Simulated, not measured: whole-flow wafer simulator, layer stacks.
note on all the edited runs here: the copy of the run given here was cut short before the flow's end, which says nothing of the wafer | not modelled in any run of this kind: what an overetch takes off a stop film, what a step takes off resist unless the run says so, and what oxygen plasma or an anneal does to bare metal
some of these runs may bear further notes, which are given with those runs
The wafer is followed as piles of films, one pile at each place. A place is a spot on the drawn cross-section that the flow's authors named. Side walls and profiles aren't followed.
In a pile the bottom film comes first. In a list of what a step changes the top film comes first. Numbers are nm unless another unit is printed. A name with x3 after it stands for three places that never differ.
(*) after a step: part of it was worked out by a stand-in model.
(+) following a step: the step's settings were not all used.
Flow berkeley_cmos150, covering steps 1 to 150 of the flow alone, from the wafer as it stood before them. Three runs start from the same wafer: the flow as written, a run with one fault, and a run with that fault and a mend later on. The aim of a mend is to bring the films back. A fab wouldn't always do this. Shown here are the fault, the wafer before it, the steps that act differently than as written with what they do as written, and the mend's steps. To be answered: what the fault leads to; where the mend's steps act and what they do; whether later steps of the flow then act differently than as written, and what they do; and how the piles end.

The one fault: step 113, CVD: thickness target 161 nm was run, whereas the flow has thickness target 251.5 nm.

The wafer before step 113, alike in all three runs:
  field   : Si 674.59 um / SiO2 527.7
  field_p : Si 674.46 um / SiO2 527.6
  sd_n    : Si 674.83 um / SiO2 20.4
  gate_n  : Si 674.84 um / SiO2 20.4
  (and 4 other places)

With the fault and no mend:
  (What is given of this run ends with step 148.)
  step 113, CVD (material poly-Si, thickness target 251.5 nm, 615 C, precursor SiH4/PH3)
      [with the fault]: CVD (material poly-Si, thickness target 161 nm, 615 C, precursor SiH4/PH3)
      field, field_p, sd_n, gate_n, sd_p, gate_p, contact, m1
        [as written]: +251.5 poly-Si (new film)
        [with the fault]: +161 poly-Si (new film)
  Later steps of the flow acting differently than as written (not shown: 8 more steps that differ only slightly, by at most 2% or 0.5 nm, whichever is larger):
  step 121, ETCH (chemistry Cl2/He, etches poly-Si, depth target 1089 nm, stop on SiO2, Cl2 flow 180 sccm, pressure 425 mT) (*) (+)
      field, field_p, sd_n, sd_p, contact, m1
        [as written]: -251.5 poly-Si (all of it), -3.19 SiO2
        [with the fault]: -161 poly-Si (all of it), -3.19 SiO2
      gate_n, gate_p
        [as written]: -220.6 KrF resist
        [with the fault]: -156 KrF resist
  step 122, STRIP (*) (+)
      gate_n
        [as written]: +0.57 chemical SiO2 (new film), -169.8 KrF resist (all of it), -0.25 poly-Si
        [with the fault]: +0.61 chemical SiO2 (new film), -232.2 KrF resist (all of it), -0.27 poly-Si
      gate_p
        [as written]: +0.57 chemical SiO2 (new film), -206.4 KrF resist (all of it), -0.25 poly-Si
        [with the fault]: +0.61 chemical SiO2 (new film), -268.4 KrF resist (all of it), -0.27 poly-Si
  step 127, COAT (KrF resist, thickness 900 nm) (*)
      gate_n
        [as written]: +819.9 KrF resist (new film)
        [with the fault]: +881.9 KrF resist (new film)
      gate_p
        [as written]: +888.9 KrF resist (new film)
        [with the fault]: +951.4 KrF resist (new film)
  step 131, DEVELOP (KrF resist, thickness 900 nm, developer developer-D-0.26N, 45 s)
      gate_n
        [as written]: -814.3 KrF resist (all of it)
        [with the fault]: -875.8 KrF resist (all of it)
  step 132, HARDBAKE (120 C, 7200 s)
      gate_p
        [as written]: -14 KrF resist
        [with the fault]: -15 KrF resist
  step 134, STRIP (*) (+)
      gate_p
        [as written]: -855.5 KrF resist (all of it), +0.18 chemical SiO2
        [with the fault]: -916.6 KrF resist (all of it), +0.18 chemical SiO2
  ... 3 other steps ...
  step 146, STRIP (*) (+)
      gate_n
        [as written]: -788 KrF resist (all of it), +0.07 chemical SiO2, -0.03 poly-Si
        [with the fault]: -848.5 KrF resist (all of it), +0.07 chemical SiO2, -0.03 poly-Si
  The piles after step 148 differ from the flow's at gate_n, gate_p by more than 2% or 0.5 nm, whichever is larger.
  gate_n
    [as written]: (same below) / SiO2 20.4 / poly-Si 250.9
    [with the fault]: (same below) / SiO2 20.4 / poly-Si 160.4
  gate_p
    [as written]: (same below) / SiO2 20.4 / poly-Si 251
    [with the fault]: (same below) / SiO2 20.4 / poly-Si 160.5

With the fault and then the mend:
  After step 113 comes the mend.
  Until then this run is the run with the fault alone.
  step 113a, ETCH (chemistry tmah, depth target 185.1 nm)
      field, field_p, sd_n, gate_n, sd_p, gate_p, contact, m1
        -161 poly-Si (all of it)
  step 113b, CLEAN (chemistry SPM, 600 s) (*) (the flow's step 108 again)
      leaves every film unchanged at each place that is followed
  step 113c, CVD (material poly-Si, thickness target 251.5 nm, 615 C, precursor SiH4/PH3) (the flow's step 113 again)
      field, field_p, sd_n, gate_n, sd_p, gate_p, contact, m1
        +251.5 poly-Si (new film)
  Every later step of the flow that is run acts as written at every place that is followed.
  At every place that both follow, the piles at the end match the flow's.
